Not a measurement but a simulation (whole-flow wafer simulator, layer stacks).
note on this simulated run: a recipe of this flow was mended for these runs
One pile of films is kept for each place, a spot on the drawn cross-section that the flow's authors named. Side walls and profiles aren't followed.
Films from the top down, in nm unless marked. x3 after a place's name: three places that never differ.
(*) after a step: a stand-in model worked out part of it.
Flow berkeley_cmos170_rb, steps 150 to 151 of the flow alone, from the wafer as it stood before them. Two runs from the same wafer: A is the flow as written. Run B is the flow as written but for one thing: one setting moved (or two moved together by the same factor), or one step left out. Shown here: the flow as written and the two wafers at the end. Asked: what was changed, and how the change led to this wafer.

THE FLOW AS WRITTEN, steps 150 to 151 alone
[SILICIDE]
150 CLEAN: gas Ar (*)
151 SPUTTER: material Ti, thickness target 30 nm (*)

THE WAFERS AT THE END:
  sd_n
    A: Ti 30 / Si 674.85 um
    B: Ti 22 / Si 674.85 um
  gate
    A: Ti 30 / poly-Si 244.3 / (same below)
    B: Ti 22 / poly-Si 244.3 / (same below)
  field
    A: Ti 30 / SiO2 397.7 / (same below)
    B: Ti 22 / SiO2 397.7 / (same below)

The cause: step 151, SPUTTER: thickness target 22 nm was run, where the flow has thickness target 30 nm.
It can be read off the wafer: sd_n has Ti 22, and step 151 as written asks for 30 nm.

How the change led to this, step by step:
  151 SPUTTER: material Ti, thickness target 30 nm (*)
      field, sd_n, spacer_n, gate, spacer_p, gate_p, contact, m1: A Ti +30 (new film) | B Ti +22 (new film)
      sd_p: A Ti +27.9 (new film) | B Ti +20.5 (new film)
